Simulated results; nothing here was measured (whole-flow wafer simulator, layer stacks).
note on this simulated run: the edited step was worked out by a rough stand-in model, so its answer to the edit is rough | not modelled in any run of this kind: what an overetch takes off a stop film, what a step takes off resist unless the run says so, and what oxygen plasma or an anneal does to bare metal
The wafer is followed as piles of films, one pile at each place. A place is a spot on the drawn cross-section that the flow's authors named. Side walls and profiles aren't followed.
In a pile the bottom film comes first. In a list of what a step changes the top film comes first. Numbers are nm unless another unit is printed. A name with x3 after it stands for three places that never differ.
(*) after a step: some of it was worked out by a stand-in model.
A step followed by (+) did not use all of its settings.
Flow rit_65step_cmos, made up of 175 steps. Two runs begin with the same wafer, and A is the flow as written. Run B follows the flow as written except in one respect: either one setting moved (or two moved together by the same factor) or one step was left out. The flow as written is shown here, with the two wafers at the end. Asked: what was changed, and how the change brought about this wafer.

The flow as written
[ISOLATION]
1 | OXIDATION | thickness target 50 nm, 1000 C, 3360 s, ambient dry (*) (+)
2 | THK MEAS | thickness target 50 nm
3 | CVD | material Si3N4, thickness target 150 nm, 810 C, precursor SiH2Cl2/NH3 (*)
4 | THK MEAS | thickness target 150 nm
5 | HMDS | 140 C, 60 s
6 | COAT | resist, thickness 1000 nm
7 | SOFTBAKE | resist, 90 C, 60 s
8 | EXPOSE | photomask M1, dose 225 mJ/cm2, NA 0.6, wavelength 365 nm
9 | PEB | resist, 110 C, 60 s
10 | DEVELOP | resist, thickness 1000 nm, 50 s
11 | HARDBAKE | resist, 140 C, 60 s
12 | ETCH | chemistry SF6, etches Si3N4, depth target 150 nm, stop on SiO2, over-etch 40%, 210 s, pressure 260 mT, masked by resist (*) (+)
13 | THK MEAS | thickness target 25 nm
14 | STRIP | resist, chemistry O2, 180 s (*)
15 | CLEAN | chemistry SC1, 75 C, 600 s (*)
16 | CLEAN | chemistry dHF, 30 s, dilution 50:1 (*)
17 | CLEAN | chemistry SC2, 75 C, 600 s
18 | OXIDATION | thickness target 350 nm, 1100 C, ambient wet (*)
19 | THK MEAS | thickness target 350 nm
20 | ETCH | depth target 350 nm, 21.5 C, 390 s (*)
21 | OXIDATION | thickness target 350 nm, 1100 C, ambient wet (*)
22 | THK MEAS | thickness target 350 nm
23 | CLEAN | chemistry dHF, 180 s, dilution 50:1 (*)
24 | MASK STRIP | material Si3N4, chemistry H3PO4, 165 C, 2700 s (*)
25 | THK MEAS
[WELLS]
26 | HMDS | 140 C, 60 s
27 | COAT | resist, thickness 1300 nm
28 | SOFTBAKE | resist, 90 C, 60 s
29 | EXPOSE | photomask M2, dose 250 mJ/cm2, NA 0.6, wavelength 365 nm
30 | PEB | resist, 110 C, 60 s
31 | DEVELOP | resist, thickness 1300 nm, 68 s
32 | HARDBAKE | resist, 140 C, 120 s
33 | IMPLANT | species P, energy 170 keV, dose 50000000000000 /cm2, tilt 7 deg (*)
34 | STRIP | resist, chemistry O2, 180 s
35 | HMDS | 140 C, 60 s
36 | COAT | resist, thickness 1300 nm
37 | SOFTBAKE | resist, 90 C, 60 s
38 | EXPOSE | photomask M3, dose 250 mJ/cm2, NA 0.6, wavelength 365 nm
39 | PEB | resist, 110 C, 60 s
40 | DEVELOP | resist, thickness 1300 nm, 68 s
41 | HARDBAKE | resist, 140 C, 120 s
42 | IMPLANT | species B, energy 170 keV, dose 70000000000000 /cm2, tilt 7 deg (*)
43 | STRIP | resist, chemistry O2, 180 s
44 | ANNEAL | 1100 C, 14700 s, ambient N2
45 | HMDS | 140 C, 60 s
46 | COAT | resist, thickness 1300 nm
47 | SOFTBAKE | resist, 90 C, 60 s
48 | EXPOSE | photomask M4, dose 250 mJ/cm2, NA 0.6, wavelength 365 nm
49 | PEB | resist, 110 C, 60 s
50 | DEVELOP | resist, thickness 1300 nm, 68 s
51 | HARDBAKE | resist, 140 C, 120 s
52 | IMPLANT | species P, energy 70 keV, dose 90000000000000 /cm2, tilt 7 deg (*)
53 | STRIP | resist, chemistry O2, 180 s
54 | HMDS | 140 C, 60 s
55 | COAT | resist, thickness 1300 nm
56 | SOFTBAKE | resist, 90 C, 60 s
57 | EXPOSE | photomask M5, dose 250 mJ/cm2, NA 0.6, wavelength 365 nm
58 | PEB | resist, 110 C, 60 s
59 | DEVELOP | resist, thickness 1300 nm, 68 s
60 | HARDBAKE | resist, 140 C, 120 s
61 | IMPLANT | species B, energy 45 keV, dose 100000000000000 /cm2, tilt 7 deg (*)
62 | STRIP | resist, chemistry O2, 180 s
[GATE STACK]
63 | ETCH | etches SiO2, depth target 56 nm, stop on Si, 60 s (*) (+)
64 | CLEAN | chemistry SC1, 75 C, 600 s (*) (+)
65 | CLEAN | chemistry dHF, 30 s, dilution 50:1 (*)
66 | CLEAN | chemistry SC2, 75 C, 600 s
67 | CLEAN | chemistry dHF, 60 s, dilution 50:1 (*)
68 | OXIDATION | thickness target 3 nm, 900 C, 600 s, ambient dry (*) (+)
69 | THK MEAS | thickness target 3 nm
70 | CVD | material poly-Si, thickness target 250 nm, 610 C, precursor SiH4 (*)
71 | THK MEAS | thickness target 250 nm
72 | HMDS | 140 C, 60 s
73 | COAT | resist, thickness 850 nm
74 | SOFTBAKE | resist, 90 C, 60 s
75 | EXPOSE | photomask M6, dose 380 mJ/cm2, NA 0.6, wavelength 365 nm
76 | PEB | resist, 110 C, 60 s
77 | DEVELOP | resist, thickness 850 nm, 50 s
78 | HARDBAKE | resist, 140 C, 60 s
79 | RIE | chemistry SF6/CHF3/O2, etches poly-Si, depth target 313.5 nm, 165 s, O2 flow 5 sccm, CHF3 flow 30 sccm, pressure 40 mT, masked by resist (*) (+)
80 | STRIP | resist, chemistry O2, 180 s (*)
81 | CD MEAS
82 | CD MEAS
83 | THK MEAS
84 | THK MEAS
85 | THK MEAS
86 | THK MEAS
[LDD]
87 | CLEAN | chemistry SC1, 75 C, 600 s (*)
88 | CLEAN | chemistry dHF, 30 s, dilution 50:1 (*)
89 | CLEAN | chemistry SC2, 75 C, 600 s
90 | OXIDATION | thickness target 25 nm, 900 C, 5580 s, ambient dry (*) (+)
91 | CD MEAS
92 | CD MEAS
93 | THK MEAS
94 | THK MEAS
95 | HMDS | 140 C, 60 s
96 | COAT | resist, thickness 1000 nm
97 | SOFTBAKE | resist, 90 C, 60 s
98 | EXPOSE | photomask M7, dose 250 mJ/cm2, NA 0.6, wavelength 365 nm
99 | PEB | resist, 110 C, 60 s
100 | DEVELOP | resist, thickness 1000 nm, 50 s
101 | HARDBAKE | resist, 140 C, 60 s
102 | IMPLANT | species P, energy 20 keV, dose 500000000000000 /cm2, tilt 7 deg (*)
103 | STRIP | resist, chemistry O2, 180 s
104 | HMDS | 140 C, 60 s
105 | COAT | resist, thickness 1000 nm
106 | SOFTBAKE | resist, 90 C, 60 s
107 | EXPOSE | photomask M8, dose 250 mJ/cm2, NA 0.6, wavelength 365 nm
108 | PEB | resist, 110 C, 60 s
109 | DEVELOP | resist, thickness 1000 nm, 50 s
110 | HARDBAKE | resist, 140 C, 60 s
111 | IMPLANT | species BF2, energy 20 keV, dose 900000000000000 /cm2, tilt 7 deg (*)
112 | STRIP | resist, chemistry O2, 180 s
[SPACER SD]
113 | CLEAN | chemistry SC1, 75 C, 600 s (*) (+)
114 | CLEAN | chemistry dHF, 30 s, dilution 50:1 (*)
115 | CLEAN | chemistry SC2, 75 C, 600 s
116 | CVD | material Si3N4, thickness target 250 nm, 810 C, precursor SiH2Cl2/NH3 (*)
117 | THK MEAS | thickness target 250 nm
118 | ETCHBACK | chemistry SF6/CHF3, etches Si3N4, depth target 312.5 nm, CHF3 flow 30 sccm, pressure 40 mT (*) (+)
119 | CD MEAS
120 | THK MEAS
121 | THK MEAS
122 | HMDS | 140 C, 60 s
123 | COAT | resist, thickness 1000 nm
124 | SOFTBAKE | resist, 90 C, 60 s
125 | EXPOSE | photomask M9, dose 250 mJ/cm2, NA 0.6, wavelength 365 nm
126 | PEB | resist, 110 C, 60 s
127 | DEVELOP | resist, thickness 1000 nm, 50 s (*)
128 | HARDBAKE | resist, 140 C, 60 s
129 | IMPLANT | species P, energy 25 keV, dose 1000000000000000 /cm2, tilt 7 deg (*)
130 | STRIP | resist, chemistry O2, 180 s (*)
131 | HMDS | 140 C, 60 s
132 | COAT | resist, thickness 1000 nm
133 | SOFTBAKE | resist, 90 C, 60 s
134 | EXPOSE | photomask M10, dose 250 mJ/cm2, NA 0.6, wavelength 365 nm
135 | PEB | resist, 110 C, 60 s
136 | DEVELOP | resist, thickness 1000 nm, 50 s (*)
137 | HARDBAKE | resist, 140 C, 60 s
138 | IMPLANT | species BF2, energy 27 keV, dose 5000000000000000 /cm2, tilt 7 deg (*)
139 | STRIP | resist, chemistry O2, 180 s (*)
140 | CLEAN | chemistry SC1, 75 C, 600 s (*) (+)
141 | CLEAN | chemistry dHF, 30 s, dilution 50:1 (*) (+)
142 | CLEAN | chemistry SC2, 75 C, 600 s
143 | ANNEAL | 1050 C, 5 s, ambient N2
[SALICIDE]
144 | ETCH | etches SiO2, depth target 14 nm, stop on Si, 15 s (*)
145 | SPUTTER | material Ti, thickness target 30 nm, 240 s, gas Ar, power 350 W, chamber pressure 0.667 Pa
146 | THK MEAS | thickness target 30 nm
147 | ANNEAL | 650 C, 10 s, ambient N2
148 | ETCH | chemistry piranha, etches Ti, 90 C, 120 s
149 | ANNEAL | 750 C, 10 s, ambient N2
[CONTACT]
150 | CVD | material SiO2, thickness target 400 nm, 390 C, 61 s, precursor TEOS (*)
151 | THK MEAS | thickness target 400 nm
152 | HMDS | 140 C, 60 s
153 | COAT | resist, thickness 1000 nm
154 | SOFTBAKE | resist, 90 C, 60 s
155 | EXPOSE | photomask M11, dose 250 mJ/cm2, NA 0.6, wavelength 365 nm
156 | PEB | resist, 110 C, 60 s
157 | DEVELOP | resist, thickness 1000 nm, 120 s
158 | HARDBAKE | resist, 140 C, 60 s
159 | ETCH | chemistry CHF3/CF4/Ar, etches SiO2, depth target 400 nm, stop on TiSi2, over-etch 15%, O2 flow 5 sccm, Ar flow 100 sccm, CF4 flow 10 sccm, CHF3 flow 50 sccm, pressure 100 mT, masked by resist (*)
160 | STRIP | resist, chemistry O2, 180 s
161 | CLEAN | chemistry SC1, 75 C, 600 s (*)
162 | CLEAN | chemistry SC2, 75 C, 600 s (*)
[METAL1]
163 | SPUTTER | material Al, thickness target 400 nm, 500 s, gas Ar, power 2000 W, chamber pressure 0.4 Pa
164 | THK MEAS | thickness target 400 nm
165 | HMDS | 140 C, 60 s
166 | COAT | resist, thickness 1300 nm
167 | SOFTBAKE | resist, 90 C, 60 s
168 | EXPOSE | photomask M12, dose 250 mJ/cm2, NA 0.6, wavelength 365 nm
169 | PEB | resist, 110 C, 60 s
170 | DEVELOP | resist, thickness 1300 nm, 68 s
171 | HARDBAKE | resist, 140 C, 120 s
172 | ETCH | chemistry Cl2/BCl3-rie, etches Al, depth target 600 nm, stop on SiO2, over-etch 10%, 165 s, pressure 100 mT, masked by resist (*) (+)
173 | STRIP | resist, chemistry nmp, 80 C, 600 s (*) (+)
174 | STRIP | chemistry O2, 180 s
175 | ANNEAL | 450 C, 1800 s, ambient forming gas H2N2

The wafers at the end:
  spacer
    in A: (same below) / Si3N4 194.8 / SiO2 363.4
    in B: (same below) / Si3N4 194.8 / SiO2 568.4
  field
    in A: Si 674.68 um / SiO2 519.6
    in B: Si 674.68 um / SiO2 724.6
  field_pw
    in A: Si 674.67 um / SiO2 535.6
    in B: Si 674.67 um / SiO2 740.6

The reason: step 150, CVD: thickness target 605 nm was run, while the flow as written has thickness target 400 nm; step 150, CVD: 92 s was run, where the flow has 61 s.

Step by step, how the change led to this:
  150 | CVD | material SiO2, thickness target 400 nm, 390 C, 61 s, precursor TEOS (*)
      field, field_pw, field_nw, field_p: A +400 SiO2 | B +605 SiO2
      spacer, spacer_p: A +400 SiO2 (new film) | B +605 SiO2 (new film)
      (as well as at 2 more places)
